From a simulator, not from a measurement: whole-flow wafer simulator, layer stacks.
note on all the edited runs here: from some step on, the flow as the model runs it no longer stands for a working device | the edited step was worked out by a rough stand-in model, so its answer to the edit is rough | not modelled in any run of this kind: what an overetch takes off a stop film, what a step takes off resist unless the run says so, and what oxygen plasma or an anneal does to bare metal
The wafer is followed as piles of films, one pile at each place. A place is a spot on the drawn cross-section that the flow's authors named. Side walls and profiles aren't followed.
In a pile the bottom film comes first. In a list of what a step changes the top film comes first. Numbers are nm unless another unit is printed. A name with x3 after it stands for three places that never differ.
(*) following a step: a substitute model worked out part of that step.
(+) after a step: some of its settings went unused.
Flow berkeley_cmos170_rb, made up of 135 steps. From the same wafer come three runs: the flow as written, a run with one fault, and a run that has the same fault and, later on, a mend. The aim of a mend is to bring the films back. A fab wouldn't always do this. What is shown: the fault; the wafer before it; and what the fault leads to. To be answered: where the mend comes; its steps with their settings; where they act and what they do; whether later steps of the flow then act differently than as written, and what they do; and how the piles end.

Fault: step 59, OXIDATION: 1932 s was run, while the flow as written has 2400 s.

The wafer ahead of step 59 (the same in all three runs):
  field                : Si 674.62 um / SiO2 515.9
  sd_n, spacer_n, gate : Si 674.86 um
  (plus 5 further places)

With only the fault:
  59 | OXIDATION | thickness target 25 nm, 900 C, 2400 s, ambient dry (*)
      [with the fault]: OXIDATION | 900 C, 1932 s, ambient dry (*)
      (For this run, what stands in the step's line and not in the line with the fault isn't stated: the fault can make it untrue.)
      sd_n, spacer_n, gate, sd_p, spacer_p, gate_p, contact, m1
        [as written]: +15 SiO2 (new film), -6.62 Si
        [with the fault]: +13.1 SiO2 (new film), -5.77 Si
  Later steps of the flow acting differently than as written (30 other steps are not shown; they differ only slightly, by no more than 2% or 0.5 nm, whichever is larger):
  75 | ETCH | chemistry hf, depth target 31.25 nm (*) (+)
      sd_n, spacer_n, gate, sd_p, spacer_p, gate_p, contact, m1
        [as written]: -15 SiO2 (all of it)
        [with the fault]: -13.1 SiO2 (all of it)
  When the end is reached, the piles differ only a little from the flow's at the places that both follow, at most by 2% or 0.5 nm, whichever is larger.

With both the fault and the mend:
  The mend stands after step 60.
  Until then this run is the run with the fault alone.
  60a | OXIDATION | 900 C, 465 s, ambient dry (*) (the flow's step 59 again, with other settings)
      sd_n, spacer_n, gate, sd_p, spacer_p, gate_p, contact, m1
        +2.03 SiO2, -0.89 Si
      field
        +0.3 SiO2, -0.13 Si
  None of the later steps of the flow differs from how it acts as written, at any place that is followed, by more than 2% or 0.5 nm, whichever is larger.
  When the end is reached, the piles differ only a little from the flow's at the places that both follow, at most by 2% or 0.5 nm, whichever is larger.
